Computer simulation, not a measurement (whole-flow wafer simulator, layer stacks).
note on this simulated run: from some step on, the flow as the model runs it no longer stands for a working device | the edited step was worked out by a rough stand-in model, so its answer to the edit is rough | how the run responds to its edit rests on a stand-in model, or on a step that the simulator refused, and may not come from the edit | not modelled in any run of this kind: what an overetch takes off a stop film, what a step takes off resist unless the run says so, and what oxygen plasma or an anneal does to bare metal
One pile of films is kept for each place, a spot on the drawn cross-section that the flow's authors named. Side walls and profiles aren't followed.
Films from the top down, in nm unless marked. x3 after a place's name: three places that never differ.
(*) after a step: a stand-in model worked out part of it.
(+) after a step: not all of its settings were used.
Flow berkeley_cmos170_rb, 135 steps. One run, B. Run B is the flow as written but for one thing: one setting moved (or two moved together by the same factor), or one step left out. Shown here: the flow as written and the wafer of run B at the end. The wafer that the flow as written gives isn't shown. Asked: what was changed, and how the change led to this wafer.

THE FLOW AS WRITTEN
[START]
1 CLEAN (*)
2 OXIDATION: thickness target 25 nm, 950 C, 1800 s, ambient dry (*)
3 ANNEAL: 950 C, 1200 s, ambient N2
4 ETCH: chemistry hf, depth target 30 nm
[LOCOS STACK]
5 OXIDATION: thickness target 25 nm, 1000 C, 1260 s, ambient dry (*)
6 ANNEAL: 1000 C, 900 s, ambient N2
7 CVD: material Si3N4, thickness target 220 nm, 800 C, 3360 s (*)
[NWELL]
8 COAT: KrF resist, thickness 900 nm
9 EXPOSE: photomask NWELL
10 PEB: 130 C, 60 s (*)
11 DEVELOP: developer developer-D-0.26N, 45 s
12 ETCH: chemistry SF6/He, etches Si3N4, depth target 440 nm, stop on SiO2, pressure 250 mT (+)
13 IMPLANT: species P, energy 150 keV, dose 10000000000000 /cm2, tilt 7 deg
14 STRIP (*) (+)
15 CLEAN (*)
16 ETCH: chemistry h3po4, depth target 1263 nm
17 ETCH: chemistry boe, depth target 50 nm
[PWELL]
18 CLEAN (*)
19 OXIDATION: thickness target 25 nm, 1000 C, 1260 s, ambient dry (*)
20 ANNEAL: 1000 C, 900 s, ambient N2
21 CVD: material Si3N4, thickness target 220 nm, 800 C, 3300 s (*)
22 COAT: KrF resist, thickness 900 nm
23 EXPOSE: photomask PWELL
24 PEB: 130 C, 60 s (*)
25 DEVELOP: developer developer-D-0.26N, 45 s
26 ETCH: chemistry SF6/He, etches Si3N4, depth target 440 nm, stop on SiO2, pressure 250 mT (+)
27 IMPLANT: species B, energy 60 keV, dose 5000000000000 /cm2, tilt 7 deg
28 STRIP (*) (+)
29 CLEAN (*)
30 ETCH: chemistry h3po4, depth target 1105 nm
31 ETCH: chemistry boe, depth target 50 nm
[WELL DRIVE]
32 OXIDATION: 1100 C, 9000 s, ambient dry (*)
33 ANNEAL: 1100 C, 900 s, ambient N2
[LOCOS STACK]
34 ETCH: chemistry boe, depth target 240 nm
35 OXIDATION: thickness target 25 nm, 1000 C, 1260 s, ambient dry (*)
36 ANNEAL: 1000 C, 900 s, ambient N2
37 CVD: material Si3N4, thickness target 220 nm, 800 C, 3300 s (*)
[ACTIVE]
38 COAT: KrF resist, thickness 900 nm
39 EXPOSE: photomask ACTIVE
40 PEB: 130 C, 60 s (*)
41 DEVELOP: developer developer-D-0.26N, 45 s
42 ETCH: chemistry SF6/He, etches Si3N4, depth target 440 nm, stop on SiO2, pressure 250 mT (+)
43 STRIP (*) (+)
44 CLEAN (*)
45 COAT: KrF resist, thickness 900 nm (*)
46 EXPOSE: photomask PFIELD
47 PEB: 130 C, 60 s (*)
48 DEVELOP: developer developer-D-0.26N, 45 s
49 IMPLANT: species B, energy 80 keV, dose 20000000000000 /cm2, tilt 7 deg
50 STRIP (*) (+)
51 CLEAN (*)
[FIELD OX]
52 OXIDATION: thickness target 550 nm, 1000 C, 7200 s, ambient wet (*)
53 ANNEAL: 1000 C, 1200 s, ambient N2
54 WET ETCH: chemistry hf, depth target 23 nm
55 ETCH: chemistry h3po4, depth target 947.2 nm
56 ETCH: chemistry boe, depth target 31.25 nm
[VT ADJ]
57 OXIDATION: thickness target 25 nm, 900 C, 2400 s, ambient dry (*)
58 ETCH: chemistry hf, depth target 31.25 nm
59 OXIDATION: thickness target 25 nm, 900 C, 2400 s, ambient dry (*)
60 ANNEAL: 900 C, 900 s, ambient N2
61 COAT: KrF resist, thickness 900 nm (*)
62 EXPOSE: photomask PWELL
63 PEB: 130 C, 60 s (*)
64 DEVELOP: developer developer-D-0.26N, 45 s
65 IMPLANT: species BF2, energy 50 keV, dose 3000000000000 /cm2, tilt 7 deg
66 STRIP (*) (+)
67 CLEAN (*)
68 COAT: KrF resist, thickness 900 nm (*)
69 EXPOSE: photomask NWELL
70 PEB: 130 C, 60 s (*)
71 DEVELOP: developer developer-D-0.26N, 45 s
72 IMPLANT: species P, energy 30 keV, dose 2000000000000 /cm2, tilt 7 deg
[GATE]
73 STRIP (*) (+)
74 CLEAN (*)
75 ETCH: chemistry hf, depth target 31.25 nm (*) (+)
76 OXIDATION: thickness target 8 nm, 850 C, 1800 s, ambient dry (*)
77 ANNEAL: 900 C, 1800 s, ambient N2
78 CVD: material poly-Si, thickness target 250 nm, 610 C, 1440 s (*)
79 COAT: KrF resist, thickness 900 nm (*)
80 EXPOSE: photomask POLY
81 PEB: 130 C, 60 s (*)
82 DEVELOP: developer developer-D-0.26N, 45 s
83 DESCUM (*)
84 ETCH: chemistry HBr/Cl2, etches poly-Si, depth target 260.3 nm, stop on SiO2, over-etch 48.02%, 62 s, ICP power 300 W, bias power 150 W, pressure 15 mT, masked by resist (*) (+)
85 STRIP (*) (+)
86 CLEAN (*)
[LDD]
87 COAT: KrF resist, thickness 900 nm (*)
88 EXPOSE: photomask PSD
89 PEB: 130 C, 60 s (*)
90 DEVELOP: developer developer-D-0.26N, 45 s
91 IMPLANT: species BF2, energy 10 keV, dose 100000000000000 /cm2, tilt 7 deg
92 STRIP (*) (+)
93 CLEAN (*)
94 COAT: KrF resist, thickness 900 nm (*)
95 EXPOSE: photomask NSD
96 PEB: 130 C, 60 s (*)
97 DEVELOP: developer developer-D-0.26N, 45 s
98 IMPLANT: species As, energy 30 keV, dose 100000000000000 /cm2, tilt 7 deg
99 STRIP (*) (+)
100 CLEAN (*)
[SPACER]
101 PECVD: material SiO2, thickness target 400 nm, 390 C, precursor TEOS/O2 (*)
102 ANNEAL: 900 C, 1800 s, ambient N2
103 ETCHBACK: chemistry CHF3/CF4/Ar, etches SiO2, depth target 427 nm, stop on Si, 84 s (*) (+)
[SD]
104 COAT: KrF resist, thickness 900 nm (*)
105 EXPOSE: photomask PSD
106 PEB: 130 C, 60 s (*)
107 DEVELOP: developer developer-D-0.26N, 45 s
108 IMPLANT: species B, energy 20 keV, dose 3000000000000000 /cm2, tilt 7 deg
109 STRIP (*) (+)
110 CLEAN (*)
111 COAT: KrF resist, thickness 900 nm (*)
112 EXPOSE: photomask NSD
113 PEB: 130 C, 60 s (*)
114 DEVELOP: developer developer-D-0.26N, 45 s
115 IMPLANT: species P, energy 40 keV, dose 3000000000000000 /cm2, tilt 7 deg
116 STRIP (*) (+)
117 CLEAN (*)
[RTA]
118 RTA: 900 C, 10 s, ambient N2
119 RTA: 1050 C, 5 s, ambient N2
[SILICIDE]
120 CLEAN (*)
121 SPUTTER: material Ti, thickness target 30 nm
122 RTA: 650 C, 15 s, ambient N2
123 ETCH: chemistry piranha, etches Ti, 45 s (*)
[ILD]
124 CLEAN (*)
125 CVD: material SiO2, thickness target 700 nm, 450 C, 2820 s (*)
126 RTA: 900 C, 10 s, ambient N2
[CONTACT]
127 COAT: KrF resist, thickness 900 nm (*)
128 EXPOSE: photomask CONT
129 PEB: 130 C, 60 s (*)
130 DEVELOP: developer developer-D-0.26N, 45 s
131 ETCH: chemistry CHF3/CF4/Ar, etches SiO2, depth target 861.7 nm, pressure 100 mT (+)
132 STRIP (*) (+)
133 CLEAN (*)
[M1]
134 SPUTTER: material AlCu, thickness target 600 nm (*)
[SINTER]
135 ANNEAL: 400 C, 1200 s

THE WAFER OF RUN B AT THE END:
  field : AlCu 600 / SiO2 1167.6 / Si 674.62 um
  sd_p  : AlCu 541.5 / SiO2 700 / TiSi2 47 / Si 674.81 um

The cause: step 75, ETCH: depth target 21.88 nm was run, where the flow has depth target 31.25 nm.

How the change led to this, step by step:
  75 ETCH: chemistry hf, depth target 31.25 nm (*) (+)
      field: SiO2 -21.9 (as written it would be: SiO2 -31.3)
  121 SPUTTER: material Ti, thickness target 30 nm
      sd_p: Ti +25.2 (new film) (as written it would be: Ti +27.1 (new film))
  122 RTA: 650 C, 15 s, ambient N2
      sd_p: Ti -19.6, TiSi2 C49 +50 (new film), Si -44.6 (as written it would be: Ti -21.1, TiSi first +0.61 (new film), TiSi2 C49 +52.9 (new film), Si -47.6)
  126 RTA: 900 C, 10 s, ambient N2
      sd_p: under 1 film: TiSi2 +47 (new film), TiSi2 C49 -50 (all of it) (as written it would be: under 1 film: TiSi2 +50.7 (new film), TiSi first -0.61 (all of it), TiSi2 C49 -52.9 (all of it), Si -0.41)
